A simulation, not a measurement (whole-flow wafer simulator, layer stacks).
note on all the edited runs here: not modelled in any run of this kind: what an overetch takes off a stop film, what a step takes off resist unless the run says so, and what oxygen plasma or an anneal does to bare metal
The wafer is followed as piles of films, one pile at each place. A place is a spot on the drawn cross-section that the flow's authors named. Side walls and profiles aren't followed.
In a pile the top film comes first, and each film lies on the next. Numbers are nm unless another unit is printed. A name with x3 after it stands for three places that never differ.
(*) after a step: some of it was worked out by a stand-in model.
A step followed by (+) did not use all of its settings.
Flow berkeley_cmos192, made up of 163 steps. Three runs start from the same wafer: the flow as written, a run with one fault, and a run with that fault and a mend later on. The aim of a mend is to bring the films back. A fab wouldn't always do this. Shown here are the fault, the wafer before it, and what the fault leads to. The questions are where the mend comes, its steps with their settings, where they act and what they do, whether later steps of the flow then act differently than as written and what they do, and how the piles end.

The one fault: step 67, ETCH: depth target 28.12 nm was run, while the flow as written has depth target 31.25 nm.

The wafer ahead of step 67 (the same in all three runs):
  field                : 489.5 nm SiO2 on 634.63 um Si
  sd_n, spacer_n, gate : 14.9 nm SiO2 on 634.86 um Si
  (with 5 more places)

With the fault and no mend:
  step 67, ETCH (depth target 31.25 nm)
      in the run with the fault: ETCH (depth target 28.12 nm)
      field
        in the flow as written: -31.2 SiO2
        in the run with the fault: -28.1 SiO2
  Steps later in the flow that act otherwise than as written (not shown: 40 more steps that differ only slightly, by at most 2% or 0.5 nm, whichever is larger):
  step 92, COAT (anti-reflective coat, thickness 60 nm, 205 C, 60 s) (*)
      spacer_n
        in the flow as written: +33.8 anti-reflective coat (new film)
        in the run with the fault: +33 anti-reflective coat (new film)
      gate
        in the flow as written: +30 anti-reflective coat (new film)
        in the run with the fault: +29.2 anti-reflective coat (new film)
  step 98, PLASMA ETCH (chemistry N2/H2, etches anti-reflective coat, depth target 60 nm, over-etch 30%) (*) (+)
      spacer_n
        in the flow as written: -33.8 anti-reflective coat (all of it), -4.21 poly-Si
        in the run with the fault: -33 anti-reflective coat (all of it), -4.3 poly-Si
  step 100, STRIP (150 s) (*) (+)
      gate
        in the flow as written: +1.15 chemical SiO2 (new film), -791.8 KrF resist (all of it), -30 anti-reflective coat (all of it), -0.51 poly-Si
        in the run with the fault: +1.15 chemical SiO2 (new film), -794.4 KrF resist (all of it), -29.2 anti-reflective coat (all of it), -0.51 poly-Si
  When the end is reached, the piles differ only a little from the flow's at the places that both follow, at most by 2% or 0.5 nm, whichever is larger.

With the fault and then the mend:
  The mend follows step 67.
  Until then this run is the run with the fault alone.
  step 67a, ETCH (depth target 3.13 nm) (the flow's step 67 again, with other settings)
      field
        -3.13 SiO2
  Every later step of the flow that is run acts as written at every place that is followed.
  At every place that both follow, the piles at the end match the flow's.
